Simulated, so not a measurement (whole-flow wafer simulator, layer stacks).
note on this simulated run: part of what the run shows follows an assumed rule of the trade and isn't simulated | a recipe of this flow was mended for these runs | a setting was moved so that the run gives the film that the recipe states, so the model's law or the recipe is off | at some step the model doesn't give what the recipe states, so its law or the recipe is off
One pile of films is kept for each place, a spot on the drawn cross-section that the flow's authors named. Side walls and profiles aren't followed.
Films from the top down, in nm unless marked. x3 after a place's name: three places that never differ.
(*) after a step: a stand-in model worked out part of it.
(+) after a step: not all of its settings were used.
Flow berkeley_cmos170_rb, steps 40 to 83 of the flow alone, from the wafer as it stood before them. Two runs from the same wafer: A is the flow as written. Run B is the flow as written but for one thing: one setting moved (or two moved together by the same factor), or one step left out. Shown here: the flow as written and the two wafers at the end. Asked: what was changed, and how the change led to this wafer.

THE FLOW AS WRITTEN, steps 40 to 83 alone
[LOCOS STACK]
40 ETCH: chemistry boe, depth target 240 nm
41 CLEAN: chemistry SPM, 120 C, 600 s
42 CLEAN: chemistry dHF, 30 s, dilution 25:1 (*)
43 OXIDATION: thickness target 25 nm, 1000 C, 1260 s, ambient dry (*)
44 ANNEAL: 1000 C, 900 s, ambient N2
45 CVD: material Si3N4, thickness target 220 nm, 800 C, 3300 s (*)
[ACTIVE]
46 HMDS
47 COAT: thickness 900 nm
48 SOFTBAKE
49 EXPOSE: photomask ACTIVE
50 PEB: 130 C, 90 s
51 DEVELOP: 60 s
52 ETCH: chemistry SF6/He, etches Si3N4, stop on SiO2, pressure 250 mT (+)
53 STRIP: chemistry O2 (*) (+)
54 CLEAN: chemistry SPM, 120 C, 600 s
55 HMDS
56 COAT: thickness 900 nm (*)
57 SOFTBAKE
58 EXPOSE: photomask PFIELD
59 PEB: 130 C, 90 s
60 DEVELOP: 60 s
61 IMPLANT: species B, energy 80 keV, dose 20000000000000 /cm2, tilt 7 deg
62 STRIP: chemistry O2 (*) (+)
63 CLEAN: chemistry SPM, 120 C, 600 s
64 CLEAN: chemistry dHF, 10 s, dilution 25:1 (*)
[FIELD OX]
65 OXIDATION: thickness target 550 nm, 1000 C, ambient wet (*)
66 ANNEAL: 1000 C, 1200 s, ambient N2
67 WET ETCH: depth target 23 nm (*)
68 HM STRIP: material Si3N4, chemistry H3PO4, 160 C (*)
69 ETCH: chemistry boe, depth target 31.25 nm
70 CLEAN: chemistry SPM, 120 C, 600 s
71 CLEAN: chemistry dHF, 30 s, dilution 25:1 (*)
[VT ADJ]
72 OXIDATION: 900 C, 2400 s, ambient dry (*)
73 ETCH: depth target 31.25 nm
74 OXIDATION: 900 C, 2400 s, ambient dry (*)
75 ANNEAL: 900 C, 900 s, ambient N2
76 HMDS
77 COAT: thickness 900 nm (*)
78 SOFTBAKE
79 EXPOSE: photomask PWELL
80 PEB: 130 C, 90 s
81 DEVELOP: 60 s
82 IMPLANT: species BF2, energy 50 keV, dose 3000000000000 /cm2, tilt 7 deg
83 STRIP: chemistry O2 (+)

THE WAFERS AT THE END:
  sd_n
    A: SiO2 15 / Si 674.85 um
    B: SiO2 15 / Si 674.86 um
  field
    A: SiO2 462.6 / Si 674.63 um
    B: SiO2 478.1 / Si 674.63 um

The cause: step 69, ETCH: depth target 15.62 nm was run, where the flow has depth target 31.25 nm.

How the change led to this, step by step:
  69 ETCH: chemistry boe, depth target 31.25 nm
      spacer_n, spacer_p, gate_p, contact, m1: A SiO2 -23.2 (all of it) | B SiO2 -15.6
      gate, sd_p: A SiO2 -23.3 (all of it) | B SiO2 -15.6
      (and at 2 more places)
  70 CLEAN: chemistry SPM, 120 C, 600 s
      sd_n, spacer_n, gate, sd_p, spacer_p, gate_p, contact, m1: A chemical SiO2 +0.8 (new film), Si -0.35 | B nothing
  71 CLEAN: chemistry dHF, 30 s, dilution 25:1 (*)
      sd_n, spacer_n, gate, sd_p, spacer_p, gate_p, contact, m1: A chemical SiO2 -0.8 (all of it) | B SiO2 -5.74
  72 OXIDATION: 900 C, 2400 s, ambient dry (*)
      spacer_n, spacer_p, gate_p, contact, m1: A SiO2 +15 (new film), Si -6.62 | B SiO2 +13.2, Si -5.79
      sd_n: A SiO2 +15 (new film), Si -6.62 | B SiO2 +13, Si -5.74
      (and at 2 more places)
  73 ETCH: depth target 31.25 nm
      sd_n: A SiO2 -15 (all of it) | B SiO2 -16.5 (all of it)
